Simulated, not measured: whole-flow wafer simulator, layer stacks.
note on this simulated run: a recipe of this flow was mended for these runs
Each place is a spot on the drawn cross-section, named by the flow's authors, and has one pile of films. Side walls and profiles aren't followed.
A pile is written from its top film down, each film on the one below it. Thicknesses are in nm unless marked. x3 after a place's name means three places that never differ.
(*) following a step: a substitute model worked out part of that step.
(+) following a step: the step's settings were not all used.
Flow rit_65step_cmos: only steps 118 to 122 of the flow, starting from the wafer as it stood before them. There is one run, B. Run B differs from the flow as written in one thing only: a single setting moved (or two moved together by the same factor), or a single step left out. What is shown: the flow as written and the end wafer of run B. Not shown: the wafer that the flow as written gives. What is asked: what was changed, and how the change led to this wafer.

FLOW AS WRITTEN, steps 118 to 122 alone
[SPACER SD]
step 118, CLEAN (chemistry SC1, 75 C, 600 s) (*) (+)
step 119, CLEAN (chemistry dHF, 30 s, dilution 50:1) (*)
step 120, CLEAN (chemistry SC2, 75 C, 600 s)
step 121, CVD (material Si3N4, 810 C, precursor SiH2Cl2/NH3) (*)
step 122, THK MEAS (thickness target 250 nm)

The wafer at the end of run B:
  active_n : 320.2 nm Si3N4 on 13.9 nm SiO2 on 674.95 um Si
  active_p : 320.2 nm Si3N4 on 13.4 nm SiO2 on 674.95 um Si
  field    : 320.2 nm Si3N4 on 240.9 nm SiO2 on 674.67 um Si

The reason: step 121, CVD: 833 C was run, whereas the flow has 810 C.

Step by step, how the change led to this:
  step 121, CVD (material Si3N4, 810 C, precursor SiH2Cl2/NH3) (*)
      field, field_pw, field_nw and 11 more: +320.2 Si3N4 (new film) (in the flow as written it would be: +250 Si3N4 (new film))
